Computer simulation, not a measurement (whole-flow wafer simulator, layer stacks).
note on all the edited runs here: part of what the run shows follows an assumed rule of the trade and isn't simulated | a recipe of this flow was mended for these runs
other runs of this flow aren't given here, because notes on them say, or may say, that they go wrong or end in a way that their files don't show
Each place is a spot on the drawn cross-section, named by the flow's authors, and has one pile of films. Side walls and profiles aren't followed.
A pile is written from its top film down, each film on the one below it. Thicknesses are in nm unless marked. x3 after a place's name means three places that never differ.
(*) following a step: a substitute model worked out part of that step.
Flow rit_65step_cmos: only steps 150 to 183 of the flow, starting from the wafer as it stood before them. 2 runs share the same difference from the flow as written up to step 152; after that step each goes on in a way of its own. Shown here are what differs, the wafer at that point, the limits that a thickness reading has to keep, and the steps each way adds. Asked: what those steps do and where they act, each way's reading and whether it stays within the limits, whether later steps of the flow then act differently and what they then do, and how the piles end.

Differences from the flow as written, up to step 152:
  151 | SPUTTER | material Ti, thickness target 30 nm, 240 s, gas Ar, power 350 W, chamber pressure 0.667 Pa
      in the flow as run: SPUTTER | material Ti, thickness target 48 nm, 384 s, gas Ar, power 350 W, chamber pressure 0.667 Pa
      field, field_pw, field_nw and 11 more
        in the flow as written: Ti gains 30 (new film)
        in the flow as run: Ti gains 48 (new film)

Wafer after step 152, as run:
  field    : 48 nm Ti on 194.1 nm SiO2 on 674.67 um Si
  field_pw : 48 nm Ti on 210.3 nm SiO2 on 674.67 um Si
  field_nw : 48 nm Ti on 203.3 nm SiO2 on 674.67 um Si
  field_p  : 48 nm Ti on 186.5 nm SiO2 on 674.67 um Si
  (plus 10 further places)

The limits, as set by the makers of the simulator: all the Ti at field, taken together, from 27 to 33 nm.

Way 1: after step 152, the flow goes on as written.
  After step 152, the reading is 48 nm, outside the limits.
  Later steps of the flow acting differently than as written (not shown: 10 more steps that differ only slightly, by at most 2% or 0.5 nm, whichever is larger):
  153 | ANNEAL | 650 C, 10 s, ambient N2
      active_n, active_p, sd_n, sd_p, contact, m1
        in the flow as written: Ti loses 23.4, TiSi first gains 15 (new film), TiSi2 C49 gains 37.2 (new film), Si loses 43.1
        going this way: Ti loses 27.8, TiSi first gains 28.8 (new film), TiSi2 C49 gains 28 (new film), Si loses 44.1
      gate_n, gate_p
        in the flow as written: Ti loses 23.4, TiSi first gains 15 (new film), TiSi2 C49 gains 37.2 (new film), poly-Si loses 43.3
        going this way: Ti loses 27.8, TiSi first gains 28.8 (new film), TiSi2 C49 gains 28 (new film), poly-Si loses 44.2
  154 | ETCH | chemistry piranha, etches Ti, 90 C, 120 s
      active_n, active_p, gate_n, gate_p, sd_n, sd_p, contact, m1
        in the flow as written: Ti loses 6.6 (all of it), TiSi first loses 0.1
        going this way: Ti loses 20.2 (all of it), TiSi first loses 0.09
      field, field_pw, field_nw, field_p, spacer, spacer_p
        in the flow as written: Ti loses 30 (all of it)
        going this way: Ti loses 48 (all of it)
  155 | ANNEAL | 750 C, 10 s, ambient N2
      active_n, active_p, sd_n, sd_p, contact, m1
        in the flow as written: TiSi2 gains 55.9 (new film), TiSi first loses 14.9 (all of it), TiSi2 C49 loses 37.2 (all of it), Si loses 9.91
        going this way: TiSi2 gains 66.5 (new film), TiSi first loses 28.7 (all of it), TiSi2 C49 loses 28 (all of it), Si loses 19
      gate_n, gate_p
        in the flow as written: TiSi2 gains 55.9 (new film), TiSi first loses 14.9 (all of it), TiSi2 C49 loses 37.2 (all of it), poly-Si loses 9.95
        going this way: TiSi2 gains 66.5 (new film), TiSi first loses 28.7 (all of it), TiSi2 C49 loses 28 (all of it), poly-Si loses 19.1
  The piles end different from the flow's at active_n, active_p, gate_n, gate_p, sd_n, sd_p, contact, m1 by more than 2% or 0.5 nm, whichever is larger.
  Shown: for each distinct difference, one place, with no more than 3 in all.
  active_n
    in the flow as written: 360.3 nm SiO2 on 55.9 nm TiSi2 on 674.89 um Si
    going this way: 360.3 nm SiO2 on 66.5 nm TiSi2 on 674.88 um Si
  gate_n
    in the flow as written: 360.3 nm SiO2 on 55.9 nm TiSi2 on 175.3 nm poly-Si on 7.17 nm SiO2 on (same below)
    going this way: 360.3 nm SiO2 on 66.5 nm TiSi2 on 165.2 nm poly-Si on 7.17 nm SiO2 on (same below)
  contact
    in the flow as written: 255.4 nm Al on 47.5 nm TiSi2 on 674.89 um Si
    going this way: 255.4 nm Al on 58.2 nm TiSi2 on 674.88 um Si

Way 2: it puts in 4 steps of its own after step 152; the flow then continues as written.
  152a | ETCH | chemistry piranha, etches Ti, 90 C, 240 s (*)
      field, field_pw, field_nw and 11 more
        Ti loses 48 (all of it)
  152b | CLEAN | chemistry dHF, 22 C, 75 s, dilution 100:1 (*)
      field, field_p
        SiO2 loses 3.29
      field_pw, field_nw
        SiO2 loses 3.27
      spacer, spacer_p
        Si3N4 loses 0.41
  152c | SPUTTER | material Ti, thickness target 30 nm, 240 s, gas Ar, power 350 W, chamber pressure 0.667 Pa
      field, field_pw, field_nw and 11 more
        Ti gains 30 (new film)
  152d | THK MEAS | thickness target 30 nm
      alters no film at any place that is followed
  After step 152d, the reading is 30 nm, within the limits.
  Every later step of the flow that is run acts as written, at every place that is followed, to within 2% or 0.5 nm, whichever is larger.
  When the end is reached, the piles differ only a little from the flow's at the places that both follow, at most by 2% or 0.5 nm, whichever is larger.

Inside the limits: way 2. Outside the limits: way 1.
